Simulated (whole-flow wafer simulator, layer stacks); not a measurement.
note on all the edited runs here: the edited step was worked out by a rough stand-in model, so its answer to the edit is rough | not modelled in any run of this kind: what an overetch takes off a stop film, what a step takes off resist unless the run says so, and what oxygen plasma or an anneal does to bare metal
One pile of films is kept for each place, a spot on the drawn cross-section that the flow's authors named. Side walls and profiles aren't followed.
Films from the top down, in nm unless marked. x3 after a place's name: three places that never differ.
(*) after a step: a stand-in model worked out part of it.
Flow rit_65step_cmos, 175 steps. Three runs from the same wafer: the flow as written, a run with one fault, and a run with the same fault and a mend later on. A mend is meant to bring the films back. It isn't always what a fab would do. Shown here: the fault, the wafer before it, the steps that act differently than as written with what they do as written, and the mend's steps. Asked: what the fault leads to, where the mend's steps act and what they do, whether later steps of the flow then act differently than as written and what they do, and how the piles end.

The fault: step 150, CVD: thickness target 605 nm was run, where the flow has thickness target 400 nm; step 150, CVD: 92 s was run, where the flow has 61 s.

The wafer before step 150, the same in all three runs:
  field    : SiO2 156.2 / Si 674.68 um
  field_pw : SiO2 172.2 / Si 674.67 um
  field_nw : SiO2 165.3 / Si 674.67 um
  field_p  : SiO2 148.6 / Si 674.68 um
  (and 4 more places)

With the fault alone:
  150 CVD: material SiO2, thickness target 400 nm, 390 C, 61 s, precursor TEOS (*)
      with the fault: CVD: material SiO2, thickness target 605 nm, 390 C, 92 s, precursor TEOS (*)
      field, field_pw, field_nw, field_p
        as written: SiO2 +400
        with the fault: SiO2 +605
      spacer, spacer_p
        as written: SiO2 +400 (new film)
        with the fault: SiO2 +605 (new film)
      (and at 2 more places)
  No later step of the flow acts differently than as written, at any place that is followed, by more than 2% or 0.5 nm, whichever is larger.
  At the end the piles differ from the flow's by more than 2% or 0.5 nm, whichever is larger, at field, field_pw, field_nw, field_p, gate_n, gate_p, spacer, spacer_p.
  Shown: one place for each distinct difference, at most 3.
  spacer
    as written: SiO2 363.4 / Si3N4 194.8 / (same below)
    with the fault: SiO2 568.4 / Si3N4 194.8 / (same below)
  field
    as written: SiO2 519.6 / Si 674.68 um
    with the fault: SiO2 724.6 / Si 674.68 um
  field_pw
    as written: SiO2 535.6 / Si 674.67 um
    with the fault: SiO2 740.6 / Si 674.67 um

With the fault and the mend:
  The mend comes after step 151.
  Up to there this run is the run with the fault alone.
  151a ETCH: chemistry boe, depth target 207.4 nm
      field, field_pw, field_nw, field_p, gate_n, gate_p, spacer, spacer_p
        SiO2 -207.4
  No later step of the flow acts differently than as written, at any place that is followed, by more than 2% or 0.5 nm, whichever is larger.
  At the end the piles differ from the flow's only slightly at the places that both follow, by at most 2% or 0.5 nm, whichever is larger.
